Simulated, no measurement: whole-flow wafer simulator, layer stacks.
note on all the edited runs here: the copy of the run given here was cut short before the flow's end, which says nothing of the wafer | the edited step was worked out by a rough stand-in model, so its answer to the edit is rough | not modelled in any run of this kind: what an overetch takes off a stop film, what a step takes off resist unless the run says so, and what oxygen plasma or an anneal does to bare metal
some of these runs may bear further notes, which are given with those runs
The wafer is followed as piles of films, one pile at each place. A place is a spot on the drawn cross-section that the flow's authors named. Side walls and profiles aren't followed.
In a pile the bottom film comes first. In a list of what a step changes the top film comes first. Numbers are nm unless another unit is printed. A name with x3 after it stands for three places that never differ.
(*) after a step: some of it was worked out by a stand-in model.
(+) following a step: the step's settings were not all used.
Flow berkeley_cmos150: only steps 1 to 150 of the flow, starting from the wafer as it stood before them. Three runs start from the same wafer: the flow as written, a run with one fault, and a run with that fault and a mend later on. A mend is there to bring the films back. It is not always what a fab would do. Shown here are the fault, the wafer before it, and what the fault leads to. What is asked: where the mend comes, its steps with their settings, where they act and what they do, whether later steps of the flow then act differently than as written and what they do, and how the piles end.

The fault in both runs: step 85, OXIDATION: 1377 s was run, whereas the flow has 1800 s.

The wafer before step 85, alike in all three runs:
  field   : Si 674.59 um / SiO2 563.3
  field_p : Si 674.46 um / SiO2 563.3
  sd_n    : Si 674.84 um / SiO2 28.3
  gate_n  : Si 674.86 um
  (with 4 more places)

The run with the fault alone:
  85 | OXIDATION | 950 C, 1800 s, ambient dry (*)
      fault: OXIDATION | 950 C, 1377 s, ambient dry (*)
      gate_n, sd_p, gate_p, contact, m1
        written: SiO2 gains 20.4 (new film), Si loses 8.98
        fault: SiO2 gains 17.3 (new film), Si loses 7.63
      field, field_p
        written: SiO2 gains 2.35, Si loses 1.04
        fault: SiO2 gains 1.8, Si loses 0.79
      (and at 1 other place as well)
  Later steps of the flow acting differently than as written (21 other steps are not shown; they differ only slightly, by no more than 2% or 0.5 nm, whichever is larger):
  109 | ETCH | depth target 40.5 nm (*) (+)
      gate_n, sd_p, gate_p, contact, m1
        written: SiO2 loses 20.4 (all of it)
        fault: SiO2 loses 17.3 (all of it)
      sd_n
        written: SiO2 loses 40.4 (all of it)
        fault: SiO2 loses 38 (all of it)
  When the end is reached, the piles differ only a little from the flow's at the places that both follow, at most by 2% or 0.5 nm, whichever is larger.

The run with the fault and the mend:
  The mend stands after step 87.
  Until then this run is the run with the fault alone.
  87a | OXIDATION | 950 C, 354 s, ambient dry (*) (a further turn of the flow's step 85, with different settings)
      gate_n, sd_p, gate_p, contact, m1
        SiO2 gains 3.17, Si loses 1.4
      field, field_p
        SiO2 gains 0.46, Si loses 0.2
      sd_n
        SiO2 gains 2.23, Si loses 0.98
  None of the later steps of the flow differs from how it acts as written, at any place that is followed, by more than 2% or 0.5 nm, whichever is larger.
  When the end is reached, the piles differ only a little from the flow's at the places that both follow, at most by 2% or 0.5 nm, whichever is larger.
